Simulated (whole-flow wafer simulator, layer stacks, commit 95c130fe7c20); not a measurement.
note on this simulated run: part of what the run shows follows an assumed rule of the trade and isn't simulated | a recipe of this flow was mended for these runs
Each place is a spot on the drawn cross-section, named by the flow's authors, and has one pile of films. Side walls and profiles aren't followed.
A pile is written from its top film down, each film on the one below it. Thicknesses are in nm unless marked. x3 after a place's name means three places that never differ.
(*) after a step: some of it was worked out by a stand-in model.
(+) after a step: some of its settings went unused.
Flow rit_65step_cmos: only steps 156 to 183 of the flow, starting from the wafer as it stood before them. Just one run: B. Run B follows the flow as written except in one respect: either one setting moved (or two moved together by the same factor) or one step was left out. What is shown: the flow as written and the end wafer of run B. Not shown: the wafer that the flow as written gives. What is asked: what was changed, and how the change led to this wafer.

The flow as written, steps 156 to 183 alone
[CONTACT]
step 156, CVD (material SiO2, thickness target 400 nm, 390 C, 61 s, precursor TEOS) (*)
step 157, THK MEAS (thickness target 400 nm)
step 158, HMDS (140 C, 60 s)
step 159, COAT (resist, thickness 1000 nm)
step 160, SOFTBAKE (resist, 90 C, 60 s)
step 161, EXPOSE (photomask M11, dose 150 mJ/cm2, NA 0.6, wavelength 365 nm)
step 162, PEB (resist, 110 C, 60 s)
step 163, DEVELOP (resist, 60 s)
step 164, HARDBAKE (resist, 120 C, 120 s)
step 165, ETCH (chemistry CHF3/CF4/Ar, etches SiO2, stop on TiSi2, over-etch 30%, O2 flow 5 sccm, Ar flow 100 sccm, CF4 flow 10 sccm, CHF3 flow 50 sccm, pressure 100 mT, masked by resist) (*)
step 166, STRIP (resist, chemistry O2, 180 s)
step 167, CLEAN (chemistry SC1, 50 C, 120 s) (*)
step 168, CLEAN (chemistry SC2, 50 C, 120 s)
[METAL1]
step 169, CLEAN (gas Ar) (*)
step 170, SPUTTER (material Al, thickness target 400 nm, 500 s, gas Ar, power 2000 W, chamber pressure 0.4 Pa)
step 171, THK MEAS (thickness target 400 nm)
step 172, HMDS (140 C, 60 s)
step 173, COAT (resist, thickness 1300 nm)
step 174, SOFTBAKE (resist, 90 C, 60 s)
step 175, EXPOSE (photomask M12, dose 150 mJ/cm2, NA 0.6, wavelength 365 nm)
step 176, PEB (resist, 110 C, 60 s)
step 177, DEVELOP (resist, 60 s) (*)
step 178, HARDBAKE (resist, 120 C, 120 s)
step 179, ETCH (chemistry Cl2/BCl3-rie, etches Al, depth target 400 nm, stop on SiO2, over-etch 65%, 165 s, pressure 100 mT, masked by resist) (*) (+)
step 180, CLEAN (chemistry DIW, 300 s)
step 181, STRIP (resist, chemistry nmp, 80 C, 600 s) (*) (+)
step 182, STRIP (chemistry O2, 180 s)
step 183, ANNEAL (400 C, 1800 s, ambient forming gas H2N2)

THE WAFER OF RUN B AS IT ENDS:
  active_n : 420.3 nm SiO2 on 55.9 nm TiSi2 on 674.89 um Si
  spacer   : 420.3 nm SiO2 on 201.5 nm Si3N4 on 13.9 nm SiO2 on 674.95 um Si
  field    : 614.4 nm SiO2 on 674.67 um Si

The reason: step 156, CVD: thickness target 460 nm was run, while the flow as written has thickness target 400 nm; step 156, CVD: 70 s was run, where the flow has 61 s.

How this came from the change, step by step:
  step 156, CVD (material SiO2, thickness target 400 nm, 390 C, 61 s, precursor TEOS) (*)
      active_n, active_p, gate_n and 7 more: SiO2 gains 460 (new film) (in the flow as written it would be: SiO2 gains 400 (new film))
      field, field_pw, field_nw, field_p: SiO2 gains 460 (in the flow as written it would be: SiO2 gains 400)
  step 165, ETCH (chemistry CHF3/CF4/Ar, etches SiO2, stop on TiSi2, over-etch 30%, O2 flow 5 sccm, Ar flow 100 sccm, CF4 flow 10 sccm, CHF3 flow 50 sccm, pressure 100 mT, masked by resist) (*)
      contact: SiO2 loses 460 (all of it), TiSi2 loses 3 (in the flow as written it would be: SiO2 loses 400 (all of it), TiSi2 loses 6)
  step 170, SPUTTER (material Al, thickness target 400 nm, 500 s, gas Ar, power 2000 W, chamber pressure 0.4 Pa)
      contact: Al gains 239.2 (new film) (in the flow as written it would be: Al gains 255.4 (new film))
  step 173, COAT (resist, thickness 1300 nm)
      contact: resist gains 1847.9 (new film) (in the flow as written it would be: resist gains 1785.1 (new film))
  step 176, PEB (resist, 110 C, 60 s)
      contact: resist loses 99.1 (in the flow as written it would be: resist loses 95.5)
  step 178, HARDBAKE (resist, 120 C, 120 s)
      contact: resist loses 64.6 (in the flow as written it would be: resist loses 62.1)
  step 181, STRIP (resist, chemistry nmp, 80 C, 600 s) (*) (+)
      contact: resist loses 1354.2 (all of it) (in the flow as written it would be: resist loses 1297.5 (all of it))
